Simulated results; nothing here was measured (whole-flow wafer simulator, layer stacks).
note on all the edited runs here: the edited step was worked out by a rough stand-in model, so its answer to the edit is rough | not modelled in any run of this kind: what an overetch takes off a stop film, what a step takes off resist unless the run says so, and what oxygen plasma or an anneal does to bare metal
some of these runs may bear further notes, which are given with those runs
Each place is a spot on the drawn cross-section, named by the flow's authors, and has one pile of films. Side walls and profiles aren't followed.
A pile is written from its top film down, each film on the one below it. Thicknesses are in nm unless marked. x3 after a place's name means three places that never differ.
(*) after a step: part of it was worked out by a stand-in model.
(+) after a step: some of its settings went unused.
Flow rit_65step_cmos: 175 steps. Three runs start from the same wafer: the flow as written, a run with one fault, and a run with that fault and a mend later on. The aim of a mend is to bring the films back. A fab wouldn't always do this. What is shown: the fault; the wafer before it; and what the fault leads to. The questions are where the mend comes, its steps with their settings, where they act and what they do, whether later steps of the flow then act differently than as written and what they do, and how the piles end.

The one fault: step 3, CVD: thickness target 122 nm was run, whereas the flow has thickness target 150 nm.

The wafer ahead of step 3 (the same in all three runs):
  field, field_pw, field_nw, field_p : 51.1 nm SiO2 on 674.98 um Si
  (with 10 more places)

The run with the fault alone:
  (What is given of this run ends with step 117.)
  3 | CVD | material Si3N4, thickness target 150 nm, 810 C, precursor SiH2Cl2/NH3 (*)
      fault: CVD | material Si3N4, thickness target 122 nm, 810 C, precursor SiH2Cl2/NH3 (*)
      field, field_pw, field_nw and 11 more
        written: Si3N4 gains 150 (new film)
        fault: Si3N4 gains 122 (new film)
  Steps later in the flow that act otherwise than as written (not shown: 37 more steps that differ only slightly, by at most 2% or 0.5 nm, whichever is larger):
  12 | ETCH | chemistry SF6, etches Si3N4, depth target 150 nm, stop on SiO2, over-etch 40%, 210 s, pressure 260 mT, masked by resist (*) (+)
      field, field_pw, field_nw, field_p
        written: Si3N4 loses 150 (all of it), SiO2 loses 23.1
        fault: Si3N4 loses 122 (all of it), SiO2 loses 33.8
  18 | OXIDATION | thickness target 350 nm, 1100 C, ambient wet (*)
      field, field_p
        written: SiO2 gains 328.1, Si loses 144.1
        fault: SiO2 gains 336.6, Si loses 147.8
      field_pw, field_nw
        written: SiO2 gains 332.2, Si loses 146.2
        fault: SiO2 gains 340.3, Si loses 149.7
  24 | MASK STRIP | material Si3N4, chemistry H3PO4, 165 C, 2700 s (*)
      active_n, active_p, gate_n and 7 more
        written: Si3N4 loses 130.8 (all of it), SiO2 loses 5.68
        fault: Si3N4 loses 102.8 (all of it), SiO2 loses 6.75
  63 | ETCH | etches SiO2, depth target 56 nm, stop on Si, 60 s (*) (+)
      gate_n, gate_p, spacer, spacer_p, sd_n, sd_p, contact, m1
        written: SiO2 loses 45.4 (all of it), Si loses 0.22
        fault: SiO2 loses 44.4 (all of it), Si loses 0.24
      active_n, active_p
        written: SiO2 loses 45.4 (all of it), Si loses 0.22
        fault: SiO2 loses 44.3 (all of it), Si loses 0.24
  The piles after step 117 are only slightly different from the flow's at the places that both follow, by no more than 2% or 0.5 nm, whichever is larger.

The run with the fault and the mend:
  After step 11 comes the mend.
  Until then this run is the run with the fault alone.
  11a | STRIP | resist, chemistry O2, 180 s (*)
      active_n, active_p, gate_n and 7 more
        resist loses 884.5 (all of it)
  11b | CLEAN | chemistry SC2, 75 C, 600 s
      leaves every film unchanged at each place that is followed
  11c | CVD | material Si3N4, thickness target 28 nm, 810 C, 280 s, precursor SiH2Cl2/NH3 (*) (a further turn of the flow's step 3, with different settings)
      field, field_pw, field_nw and 11 more
        Si3N4 gains 28
  11d | HMDS | 140 C, 60 s (a further turn of the flow's step 5)
      leaves every film unchanged at each place that is followed
  11e | COAT | resist, thickness 1000 nm (a further turn of the flow's step 6)
      field, field_pw, field_nw and 11 more
        resist gains 1000 (new film)
  11f | SOFTBAKE | resist, 90 C, 60 s (a further turn of the flow's step 7)
      leaves every film unchanged at each place that is followed
  11g | EXPOSE | photomask M1, dose 225 mJ/cm2, NA 0.6, wavelength 365 nm (a further turn of the flow's step 8)
      leaves every film unchanged at each place that is followed
  11h | PEB | resist, 110 C, 60 s (a further turn of the flow's step 9)
      field, field_pw, field_nw and 11 more
        resist loses 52
  11i | DEVELOP | resist, thickness 1000 nm, 50 s (a further turn of the flow's step 10)
      field, field_pw, field_nw, field_p
        resist loses 948 (all of it)
  11j | HARDBAKE | resist, 140 C, 60 s (a further turn of the flow's step 11)
      active_n, active_p, gate_n and 7 more
        resist loses 63.5
  Every later step of the flow that is run acts as written at every place that is followed.
  By the end, the piles equal the flow's at every place that both follow.
